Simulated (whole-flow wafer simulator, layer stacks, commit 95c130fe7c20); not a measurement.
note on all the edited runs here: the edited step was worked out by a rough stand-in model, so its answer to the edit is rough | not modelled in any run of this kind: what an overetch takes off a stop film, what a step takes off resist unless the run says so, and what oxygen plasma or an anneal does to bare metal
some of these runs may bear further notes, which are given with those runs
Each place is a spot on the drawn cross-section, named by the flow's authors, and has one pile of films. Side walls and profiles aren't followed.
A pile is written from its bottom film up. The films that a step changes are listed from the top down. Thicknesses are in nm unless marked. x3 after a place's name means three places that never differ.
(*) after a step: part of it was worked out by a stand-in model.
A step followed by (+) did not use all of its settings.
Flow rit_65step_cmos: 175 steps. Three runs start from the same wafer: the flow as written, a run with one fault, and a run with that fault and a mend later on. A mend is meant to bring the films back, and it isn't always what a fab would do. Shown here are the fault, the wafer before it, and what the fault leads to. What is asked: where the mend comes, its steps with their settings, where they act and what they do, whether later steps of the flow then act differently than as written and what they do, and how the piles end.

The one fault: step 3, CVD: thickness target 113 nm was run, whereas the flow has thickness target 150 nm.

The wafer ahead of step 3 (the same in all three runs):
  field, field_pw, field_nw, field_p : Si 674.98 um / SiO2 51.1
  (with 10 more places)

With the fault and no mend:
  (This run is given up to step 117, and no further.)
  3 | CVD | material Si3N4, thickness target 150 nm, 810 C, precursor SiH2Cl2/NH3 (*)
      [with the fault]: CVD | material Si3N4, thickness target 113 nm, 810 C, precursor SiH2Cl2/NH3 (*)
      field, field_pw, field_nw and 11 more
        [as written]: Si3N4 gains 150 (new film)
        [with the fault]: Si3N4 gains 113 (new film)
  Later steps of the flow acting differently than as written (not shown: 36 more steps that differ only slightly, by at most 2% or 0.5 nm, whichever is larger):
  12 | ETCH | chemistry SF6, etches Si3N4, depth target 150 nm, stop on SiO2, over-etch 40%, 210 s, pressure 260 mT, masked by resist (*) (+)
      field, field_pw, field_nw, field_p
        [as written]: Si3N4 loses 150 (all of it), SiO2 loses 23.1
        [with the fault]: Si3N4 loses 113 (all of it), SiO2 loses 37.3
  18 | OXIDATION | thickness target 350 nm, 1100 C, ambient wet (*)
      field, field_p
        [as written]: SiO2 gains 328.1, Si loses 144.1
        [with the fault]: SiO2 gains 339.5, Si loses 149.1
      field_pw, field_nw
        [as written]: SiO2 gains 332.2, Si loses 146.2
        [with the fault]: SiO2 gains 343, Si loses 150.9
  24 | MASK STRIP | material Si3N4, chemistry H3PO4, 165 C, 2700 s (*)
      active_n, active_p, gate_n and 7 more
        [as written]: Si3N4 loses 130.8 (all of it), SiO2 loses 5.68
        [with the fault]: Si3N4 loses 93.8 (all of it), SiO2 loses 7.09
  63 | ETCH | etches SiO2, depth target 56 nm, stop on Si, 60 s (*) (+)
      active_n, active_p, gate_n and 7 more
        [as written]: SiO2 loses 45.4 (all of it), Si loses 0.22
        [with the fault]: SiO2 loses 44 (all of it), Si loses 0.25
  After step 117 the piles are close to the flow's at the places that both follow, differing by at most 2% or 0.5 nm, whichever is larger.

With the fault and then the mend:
  The mend stands after step 11.
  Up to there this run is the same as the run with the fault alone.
  11a | STRIP | resist, chemistry O2, 180 s (*)
      active_n, active_p, gate_n and 7 more
        resist loses 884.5 (all of it)
  11b | CLEAN | chemistry SC2, 75 C, 600 s
      does not change any film at any place that is followed
  11c | CVD | material Si3N4, thickness target 37 nm, 810 C, precursor SiH2Cl2/NH3 (*) (the flow's step 3 again, with other settings)
      field, field_pw, field_nw and 11 more
        Si3N4 gains 37
  11d | HMDS | 140 C, 60 s (the flow's step 5 again)
      does not change any film at any place that is followed
  11e | COAT | resist, thickness 1000 nm (the flow's step 6 again)
      field, field_pw, field_nw and 11 more
        resist gains 1000 (new film)
  11f | SOFTBAKE | resist, 90 C, 60 s (the flow's step 7 again)
      does not change any film at any place that is followed
  11g | EXPOSE | photomask M1, dose 225 mJ/cm2, NA 0.6, wavelength 365 nm (the flow's step 8 again)
      does not change any film at any place that is followed
  11h | PEB | resist, 110 C, 60 s (the flow's step 9 again)
      field, field_pw, field_nw and 11 more
        resist loses 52
  11i | DEVELOP | resist, thickness 1000 nm, 50 s (the flow's step 10 again)
      field, field_pw, field_nw, field_p
        resist loses 948 (all of it)
  11j | HARDBAKE | resist, 140 C, 60 s (the flow's step 11 again)
      active_n, active_p, gate_n and 7 more
        resist loses 63.5
  Every later step of the flow that is run acts as written at every place that is followed.
  By the end, the piles equal the flow's at every place that both follow.
